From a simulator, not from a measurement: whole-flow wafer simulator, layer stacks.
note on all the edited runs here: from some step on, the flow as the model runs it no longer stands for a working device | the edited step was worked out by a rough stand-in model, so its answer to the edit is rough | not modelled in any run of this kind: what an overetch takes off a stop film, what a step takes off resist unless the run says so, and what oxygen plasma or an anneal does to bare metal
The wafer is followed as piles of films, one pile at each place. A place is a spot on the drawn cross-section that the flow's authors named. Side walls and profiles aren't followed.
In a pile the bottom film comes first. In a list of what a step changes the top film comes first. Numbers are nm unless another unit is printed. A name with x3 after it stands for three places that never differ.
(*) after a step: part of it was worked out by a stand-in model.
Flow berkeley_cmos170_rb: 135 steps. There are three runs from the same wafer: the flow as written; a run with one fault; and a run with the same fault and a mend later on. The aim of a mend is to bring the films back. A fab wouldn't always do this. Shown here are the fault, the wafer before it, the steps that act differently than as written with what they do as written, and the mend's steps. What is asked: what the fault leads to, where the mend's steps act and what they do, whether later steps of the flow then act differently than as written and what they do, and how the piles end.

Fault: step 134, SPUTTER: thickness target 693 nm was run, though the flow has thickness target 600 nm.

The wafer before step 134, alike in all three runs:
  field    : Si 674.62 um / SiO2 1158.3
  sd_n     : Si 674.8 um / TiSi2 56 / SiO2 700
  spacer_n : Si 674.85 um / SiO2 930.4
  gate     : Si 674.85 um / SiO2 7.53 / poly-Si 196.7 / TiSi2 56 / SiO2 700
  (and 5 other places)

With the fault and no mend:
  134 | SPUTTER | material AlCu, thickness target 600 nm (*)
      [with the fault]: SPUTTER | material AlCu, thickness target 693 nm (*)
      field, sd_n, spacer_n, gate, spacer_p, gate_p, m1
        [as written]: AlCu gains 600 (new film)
        [with the fault]: AlCu gains 693 (new film)
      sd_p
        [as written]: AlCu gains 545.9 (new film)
        [with the fault]: AlCu gains 635.1 (new film)
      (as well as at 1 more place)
  Every later step of the flow that is run acts as written at every place that is followed.
  The piles end different from the flow's at field, sd_n, spacer_n and 6 more by more than 2% or 0.5 nm, whichever is larger.
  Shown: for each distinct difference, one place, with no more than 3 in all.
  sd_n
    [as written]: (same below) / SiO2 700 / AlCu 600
    [with the fault]: (same below) / SiO2 700 / AlCu 693
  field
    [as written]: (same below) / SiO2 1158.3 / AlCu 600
    [with the fault]: (same below) / SiO2 1158.3 / AlCu 693
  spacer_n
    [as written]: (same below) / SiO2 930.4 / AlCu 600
    [with the fault]: (same below) / SiO2 930.4 / AlCu 693

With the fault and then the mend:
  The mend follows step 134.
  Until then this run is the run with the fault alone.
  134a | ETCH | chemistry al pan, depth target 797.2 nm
      field, sd_n, spacer_n, gate, spacer_p, gate_p, m1
        AlCu loses 693 (all of it)
      sd_p
        AlCu loses 635.1 (all of it)
      contact
        AlCu loses 476 (all of it)
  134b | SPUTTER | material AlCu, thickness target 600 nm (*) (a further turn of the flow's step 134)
      field, sd_n, spacer_n, gate, spacer_p, gate_p, m1
        AlCu gains 600 (new film)
      sd_p
        AlCu gains 545.9 (new film)
      contact
        AlCu gains 415.1 (new film)
  Every later step of the flow that is run acts as written at every place that is followed.
  At every place that both follow, the piles at the end match the flow's.
